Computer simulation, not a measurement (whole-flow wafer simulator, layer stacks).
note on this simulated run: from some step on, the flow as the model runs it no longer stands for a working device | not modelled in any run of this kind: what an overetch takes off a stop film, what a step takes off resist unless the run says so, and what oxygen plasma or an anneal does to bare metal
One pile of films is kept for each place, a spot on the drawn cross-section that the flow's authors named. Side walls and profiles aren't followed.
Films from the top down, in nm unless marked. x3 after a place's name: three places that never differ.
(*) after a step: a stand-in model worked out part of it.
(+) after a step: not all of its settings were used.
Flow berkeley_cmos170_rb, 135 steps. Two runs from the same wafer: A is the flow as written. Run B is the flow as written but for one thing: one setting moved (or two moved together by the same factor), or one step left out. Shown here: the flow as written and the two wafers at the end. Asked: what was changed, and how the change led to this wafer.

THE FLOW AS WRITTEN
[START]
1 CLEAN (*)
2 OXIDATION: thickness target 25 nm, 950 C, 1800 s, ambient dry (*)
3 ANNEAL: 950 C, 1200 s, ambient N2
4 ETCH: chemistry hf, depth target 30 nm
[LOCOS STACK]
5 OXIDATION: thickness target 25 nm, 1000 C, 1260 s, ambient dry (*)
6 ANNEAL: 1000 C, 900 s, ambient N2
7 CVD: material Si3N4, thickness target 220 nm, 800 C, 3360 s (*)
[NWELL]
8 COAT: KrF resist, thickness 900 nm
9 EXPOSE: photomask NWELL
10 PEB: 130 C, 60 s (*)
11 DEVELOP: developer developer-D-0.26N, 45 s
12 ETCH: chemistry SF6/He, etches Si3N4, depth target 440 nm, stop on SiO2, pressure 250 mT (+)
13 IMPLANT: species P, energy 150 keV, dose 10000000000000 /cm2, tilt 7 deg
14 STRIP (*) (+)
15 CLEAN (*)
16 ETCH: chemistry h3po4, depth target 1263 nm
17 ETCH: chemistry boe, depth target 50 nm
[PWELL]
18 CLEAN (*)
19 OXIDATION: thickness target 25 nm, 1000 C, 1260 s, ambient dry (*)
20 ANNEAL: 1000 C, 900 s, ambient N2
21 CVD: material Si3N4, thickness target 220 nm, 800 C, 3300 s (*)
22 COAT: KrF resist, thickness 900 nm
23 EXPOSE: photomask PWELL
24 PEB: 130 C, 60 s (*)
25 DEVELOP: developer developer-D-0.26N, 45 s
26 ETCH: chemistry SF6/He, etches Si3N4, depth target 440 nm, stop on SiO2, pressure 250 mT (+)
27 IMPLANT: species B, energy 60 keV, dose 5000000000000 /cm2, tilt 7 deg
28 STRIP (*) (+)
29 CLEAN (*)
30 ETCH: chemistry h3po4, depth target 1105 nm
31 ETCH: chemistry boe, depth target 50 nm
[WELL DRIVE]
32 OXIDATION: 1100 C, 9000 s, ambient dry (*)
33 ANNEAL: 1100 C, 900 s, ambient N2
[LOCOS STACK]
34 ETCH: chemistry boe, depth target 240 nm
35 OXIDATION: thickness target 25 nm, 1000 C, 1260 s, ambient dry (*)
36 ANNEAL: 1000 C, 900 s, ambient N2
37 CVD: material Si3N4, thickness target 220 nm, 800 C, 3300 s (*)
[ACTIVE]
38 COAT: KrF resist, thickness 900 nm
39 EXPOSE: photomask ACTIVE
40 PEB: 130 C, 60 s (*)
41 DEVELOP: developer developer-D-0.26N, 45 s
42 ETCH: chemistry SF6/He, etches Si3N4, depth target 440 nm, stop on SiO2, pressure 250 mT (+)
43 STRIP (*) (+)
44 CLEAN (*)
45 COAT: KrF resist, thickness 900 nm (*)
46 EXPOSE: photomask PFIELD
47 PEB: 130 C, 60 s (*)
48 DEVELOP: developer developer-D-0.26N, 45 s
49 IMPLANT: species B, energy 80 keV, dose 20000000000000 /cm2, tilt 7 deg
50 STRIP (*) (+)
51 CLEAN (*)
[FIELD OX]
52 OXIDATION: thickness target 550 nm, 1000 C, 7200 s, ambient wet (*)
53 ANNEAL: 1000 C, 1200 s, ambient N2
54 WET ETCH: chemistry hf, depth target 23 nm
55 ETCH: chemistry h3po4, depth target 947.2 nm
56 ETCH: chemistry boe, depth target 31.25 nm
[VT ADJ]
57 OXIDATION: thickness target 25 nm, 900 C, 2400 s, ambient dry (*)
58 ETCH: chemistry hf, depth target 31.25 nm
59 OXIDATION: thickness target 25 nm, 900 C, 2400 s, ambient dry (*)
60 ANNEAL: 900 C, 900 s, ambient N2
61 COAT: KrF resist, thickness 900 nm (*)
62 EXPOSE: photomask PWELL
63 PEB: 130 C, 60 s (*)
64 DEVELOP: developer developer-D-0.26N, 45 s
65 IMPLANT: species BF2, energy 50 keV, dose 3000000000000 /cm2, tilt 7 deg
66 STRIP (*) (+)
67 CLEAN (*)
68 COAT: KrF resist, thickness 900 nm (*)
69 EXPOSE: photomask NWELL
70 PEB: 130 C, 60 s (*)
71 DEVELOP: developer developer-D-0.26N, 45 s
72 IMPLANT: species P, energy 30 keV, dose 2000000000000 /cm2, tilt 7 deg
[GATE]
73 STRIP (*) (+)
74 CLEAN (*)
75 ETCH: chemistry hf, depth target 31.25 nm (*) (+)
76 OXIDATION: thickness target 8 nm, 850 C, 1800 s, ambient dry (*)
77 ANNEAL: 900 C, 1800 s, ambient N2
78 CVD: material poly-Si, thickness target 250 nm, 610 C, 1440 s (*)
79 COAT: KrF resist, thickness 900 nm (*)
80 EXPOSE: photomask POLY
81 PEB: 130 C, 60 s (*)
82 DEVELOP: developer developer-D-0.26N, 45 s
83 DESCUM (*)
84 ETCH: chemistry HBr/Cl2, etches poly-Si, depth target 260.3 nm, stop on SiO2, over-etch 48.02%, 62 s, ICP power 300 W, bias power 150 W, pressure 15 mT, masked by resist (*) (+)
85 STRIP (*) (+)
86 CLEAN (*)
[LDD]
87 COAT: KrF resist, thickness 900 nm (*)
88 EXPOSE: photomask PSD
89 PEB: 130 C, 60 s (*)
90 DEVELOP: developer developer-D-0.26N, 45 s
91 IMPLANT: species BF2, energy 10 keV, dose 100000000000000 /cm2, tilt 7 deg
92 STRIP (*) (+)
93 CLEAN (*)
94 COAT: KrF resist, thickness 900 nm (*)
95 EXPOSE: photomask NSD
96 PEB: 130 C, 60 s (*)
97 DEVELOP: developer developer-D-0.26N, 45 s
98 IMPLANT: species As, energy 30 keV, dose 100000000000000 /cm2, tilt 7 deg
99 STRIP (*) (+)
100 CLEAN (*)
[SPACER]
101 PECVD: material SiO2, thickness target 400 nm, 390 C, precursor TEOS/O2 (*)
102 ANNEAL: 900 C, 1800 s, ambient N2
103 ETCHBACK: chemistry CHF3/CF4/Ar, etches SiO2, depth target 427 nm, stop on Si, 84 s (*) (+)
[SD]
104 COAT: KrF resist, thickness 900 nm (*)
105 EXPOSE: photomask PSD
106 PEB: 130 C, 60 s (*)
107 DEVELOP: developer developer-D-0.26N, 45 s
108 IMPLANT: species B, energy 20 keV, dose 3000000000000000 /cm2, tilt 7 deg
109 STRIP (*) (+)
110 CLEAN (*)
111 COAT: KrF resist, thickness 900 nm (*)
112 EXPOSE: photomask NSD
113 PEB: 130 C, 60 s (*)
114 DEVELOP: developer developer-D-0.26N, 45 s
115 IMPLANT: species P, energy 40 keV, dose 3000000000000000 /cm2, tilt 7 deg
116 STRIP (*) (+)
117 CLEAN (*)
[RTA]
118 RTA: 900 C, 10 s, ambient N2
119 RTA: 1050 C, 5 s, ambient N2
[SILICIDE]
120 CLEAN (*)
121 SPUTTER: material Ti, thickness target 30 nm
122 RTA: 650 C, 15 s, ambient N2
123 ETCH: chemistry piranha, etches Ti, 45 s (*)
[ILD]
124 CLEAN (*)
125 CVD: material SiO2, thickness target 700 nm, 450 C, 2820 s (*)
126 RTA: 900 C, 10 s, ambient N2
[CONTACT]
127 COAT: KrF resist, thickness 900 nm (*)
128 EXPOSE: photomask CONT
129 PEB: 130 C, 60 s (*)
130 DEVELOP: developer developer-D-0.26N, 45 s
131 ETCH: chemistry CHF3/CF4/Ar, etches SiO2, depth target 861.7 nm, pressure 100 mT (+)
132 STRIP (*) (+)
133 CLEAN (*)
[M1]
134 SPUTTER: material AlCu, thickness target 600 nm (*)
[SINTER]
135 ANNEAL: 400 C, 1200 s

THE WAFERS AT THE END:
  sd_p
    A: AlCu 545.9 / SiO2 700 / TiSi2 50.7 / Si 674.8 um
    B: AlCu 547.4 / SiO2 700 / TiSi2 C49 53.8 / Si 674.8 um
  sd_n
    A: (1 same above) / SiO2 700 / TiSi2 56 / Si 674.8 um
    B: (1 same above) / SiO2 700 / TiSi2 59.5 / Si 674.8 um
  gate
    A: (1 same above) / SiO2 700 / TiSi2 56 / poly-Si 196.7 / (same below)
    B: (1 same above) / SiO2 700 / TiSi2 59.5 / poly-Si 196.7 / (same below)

The cause: step 126, RTA: 720 C was run, where the flow has 900 C.

How the change led to this, step by step:
  126 RTA: 900 C, 10 s, ambient N2
      sd_p: A under 1 film: TiSi2 +50.7 (new film), TiSi first -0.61 (all of it), TiSi2 C49 -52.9 (all of it), Si -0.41 | B under 1 film: TiSi first -0.61 (all of it), TiSi2 C49 +0.91, Si -0.41
      sd_n, contact, m1: A under 1 film: TiSi2 +56 (new film), TiSi first -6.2 (all of it), TiSi2 C49 -50.3 (all of it), Si -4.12 | B under 1 film: TiSi2 +59.5 (new film), TiSi first -6.2 (all of it), TiSi2 C49 -50.3 (all of it), Si -4.12
      (and at 2 more places)
